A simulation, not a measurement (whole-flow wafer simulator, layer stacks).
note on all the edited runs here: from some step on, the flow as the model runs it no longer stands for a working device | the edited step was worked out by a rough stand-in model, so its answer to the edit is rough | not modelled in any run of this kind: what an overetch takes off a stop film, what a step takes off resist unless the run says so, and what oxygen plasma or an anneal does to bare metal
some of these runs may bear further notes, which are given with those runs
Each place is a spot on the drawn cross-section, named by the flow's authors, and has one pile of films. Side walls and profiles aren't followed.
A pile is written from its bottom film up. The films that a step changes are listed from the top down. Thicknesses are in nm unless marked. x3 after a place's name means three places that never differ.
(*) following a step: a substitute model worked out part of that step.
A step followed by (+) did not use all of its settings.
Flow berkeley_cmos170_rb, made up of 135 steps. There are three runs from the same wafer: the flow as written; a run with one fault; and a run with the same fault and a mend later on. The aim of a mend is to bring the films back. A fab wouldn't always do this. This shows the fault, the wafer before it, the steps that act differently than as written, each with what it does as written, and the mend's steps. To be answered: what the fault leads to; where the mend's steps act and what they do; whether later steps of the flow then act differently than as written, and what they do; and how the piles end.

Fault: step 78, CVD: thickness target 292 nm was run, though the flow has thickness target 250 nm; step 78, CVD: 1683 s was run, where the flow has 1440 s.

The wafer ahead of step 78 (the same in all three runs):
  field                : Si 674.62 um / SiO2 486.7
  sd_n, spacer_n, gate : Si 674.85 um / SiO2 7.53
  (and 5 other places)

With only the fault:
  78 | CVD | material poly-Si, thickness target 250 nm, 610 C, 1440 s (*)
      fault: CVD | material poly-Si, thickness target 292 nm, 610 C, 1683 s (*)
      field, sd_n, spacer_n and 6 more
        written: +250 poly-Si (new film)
        fault: +292 poly-Si (new film)
  Later steps of the flow acting differently than as written (not shown: 7 more steps that differ only slightly, by at most 2% or 0.5 nm, whichever is larger):
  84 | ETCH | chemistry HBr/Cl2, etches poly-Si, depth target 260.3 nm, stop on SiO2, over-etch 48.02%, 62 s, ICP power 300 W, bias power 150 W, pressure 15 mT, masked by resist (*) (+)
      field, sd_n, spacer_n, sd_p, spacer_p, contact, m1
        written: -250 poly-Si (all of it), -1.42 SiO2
        fault: -292 poly-Si (all of it), -0.47 SiO2
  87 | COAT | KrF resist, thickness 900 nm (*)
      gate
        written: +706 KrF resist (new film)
        fault: +674.1 KrF resist (new film)
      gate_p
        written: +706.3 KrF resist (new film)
        fault: +674.7 KrF resist (new film)
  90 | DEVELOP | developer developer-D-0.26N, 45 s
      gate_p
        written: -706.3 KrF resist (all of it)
        fault: -674.7 KrF resist (all of it)
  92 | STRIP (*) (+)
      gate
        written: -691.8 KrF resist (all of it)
        fault: -659.9 KrF resist (all of it)
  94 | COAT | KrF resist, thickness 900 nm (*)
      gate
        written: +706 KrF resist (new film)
        fault: +674.1 KrF resist (new film)
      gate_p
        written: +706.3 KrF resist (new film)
        fault: +674.7 KrF resist (new film)
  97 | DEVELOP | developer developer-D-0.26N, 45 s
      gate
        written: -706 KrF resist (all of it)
        fault: -674.1 KrF resist (all of it)
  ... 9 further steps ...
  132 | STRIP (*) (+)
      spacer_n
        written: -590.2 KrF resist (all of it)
        fault: -570.8 KrF resist (all of it)
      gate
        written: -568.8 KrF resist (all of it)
        fault: -552.3 KrF resist (all of it)
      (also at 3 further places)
  By the end, the piles at spacer_n, gate, spacer_p, gate_p depart from the flow's by more than 2% or 0.5 nm, whichever is larger.
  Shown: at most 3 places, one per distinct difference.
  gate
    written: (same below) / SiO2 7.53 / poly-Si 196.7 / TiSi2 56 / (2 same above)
    fault: (same below) / SiO2 7.53 / poly-Si 238.7 / TiSi2 56 / (2 same above)
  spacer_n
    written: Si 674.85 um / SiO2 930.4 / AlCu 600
    fault: Si 674.85 um / SiO2 972.4 / AlCu 600
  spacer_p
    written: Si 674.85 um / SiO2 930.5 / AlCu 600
    fault: Si 674.85 um / SiO2 972.5 / AlCu 600

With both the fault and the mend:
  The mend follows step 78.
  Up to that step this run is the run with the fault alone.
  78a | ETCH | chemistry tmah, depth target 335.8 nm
      field, sd_n, spacer_n and 6 more
        -292 poly-Si (all of it)
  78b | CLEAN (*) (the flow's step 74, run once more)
      does not change any film at any place that is followed
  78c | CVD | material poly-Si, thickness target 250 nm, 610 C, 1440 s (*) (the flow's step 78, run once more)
      field, sd_n, spacer_n and 6 more
        +250 poly-Si (new film)
  Later steps of the flow that are run all act as written at every place that is followed.
  By the end, the piles equal the flow's at every place that both follow.
